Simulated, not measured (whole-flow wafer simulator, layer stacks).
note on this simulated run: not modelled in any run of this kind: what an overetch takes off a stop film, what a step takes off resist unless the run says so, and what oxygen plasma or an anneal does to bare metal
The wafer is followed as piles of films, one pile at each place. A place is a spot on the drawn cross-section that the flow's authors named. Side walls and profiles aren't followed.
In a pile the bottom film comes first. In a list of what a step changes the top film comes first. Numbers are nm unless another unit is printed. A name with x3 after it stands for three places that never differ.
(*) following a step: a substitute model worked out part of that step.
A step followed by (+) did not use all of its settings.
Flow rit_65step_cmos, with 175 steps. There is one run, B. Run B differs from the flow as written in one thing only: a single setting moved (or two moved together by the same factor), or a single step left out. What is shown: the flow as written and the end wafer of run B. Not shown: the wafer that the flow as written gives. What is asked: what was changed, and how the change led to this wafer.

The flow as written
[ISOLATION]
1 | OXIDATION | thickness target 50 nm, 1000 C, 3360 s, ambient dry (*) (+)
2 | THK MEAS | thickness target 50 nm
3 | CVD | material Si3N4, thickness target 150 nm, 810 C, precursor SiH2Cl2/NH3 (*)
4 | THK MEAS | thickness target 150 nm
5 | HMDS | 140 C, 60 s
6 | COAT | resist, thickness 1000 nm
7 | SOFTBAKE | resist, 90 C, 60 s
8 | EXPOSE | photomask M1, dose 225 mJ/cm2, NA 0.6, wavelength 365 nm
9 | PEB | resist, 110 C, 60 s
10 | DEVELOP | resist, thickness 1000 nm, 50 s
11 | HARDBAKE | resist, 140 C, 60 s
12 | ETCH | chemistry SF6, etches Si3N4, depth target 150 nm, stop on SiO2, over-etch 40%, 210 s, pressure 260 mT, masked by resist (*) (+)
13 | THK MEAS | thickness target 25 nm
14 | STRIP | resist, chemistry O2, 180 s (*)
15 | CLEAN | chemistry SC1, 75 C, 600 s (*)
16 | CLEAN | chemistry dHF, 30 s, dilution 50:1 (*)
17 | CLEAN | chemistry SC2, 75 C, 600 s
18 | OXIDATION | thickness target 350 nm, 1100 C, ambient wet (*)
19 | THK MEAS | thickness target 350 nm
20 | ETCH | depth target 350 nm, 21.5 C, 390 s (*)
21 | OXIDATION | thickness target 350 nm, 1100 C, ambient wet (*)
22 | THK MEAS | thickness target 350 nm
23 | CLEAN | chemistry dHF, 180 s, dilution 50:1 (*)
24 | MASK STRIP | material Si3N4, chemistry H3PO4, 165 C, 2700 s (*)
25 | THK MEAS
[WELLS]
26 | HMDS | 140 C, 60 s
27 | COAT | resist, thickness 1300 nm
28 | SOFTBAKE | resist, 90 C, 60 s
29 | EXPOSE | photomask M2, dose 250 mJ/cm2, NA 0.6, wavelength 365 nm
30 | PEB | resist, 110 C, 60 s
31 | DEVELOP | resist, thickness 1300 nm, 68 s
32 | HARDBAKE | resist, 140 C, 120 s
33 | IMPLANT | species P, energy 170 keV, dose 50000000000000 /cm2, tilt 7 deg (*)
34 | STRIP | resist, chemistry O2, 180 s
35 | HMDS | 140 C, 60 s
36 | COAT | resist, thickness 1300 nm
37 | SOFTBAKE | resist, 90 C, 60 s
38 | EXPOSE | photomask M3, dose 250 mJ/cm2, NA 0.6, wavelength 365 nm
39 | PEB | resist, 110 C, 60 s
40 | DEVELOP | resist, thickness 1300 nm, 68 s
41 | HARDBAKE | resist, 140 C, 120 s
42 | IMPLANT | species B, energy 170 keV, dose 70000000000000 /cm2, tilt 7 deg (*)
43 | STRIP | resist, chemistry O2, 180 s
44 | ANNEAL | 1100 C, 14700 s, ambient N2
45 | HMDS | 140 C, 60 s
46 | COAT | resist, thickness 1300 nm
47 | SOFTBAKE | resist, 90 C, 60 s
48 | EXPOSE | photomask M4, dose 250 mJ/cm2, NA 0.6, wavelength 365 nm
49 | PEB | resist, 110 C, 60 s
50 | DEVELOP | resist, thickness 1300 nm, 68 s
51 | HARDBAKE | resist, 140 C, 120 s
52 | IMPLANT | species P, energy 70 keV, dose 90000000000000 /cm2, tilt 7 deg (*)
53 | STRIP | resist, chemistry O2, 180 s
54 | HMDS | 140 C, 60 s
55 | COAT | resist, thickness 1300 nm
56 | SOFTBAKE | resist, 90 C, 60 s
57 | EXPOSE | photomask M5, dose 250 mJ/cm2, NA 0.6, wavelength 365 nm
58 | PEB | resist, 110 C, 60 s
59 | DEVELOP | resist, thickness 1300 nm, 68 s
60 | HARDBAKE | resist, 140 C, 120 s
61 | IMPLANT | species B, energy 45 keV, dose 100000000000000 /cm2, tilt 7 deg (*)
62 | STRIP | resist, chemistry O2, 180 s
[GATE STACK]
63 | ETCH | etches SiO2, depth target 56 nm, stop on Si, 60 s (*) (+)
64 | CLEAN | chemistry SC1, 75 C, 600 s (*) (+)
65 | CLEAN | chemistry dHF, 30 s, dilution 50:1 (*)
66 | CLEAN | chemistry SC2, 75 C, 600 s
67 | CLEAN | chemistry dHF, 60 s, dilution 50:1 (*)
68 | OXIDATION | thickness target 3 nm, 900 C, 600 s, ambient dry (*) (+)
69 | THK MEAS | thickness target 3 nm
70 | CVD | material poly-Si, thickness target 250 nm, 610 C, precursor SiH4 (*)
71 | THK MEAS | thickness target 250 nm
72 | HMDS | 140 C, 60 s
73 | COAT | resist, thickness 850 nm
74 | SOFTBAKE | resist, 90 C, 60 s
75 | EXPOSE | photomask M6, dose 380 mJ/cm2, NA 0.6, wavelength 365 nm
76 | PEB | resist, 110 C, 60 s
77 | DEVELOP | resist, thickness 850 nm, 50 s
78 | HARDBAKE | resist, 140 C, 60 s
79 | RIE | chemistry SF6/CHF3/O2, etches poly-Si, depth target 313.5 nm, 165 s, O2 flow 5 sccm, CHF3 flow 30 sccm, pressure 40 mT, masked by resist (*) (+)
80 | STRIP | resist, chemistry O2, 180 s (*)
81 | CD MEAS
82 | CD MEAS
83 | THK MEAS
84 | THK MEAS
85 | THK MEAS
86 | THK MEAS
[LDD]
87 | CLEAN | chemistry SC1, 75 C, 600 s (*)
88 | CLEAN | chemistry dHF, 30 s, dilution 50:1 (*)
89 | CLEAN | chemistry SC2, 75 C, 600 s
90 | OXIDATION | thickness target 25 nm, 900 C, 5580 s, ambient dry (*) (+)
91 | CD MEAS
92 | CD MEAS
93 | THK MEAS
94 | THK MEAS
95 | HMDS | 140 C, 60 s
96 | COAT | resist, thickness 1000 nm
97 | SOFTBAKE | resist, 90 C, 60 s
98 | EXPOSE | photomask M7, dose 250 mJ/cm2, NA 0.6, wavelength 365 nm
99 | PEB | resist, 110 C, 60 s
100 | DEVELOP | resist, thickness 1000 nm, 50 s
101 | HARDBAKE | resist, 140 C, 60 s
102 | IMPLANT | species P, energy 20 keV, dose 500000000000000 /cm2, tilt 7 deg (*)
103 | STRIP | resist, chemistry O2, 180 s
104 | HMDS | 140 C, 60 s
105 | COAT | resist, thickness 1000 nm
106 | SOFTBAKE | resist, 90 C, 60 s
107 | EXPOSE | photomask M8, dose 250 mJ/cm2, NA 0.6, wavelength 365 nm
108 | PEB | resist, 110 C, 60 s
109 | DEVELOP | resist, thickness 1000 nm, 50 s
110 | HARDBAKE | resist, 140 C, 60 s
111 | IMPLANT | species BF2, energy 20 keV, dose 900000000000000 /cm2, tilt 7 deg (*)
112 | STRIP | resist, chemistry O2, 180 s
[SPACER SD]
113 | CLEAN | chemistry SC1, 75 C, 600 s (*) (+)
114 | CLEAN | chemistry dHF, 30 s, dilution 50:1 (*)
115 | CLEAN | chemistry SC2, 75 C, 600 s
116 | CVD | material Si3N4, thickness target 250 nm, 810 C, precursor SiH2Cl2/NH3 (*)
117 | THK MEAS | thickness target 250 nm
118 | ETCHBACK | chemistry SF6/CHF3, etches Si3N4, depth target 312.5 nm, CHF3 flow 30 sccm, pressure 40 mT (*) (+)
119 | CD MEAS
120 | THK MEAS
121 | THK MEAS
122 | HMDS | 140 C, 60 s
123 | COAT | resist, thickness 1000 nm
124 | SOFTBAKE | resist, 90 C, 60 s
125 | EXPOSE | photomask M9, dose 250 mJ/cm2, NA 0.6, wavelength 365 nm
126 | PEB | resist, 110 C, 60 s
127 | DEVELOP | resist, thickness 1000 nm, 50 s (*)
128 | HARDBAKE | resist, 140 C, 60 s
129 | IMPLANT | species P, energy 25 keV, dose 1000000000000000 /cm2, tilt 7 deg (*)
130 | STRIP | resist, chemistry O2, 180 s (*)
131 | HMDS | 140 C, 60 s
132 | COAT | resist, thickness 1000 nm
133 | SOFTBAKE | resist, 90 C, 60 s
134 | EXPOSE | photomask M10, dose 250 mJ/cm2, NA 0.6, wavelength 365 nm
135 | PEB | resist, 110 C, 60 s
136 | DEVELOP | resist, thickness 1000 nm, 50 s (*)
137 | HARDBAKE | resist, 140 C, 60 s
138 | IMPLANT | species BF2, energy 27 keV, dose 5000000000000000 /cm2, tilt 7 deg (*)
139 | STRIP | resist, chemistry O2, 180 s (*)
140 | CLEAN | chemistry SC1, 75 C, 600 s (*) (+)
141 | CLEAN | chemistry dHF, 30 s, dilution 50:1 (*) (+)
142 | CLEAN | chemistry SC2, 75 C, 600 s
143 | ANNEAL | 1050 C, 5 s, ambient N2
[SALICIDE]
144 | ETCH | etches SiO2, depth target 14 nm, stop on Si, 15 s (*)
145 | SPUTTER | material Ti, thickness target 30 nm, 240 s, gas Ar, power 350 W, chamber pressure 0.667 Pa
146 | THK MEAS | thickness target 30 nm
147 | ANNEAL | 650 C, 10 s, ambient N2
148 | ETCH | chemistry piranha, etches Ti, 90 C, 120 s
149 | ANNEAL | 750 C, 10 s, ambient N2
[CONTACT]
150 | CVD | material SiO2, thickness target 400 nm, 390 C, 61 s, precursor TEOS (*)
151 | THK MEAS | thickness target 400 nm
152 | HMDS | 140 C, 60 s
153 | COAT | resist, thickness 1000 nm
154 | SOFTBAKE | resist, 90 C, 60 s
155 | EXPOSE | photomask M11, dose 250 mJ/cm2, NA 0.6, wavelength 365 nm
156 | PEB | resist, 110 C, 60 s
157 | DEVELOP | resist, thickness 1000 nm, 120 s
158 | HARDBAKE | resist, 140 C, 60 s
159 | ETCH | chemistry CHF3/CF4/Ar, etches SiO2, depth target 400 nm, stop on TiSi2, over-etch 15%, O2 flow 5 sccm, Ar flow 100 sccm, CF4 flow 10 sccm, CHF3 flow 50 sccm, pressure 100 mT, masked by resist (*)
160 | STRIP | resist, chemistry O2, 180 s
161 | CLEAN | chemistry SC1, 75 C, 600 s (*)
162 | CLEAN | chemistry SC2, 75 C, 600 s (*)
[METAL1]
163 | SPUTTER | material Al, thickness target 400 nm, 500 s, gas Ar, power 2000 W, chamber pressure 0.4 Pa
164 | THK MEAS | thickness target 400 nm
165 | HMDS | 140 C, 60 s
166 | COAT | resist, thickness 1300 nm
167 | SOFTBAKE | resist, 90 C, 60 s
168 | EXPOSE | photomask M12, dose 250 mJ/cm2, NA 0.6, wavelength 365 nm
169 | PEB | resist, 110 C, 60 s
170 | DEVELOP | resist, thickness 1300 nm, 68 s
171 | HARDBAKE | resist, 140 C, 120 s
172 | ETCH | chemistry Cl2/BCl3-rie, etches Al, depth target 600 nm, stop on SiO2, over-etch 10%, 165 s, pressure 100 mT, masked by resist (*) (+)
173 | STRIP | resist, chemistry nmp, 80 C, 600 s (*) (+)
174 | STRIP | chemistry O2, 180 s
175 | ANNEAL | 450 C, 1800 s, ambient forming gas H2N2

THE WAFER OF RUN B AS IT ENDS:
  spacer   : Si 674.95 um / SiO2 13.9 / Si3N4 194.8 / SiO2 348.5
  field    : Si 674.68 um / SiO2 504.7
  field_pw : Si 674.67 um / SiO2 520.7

What caused this: step 163, SPUTTER: power 1404 W was run, while the flow as written has power 2000 W.

Step by step, how the change led to this:
  163 | SPUTTER | material Al, thickness target 400 nm, 500 s, gas Ar, power 2000 W, chamber pressure 0.4 Pa
      field, field_p, spacer, spacer_p: +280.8 Al (new film) (in the flow as written it would be: +400 Al (new film))
      gate_n, gate_p: +280.8 Al (new film) (in the flow as written it would be: +396 Al (new film))
      (as well as at 2 more places)
  172 | ETCH | chemistry Cl2/BCl3-rie, etches Al, depth target 600 nm, stop on SiO2, over-etch 10%, 165 s, pressure 100 mT, masked by resist (*) (+)
      field, field_p, spacer, spacer_p: -280.8 Al (all of it), -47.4 SiO2 (in the flow as written it would be: -400 Al (all of it), -32.5 SiO2)
      gate_n, gate_p: -280.8 Al (all of it), -47.4 SiO2 (in the flow as written it would be: -396 Al (all of it), -33 SiO2)
      (as well as at 2 more places)
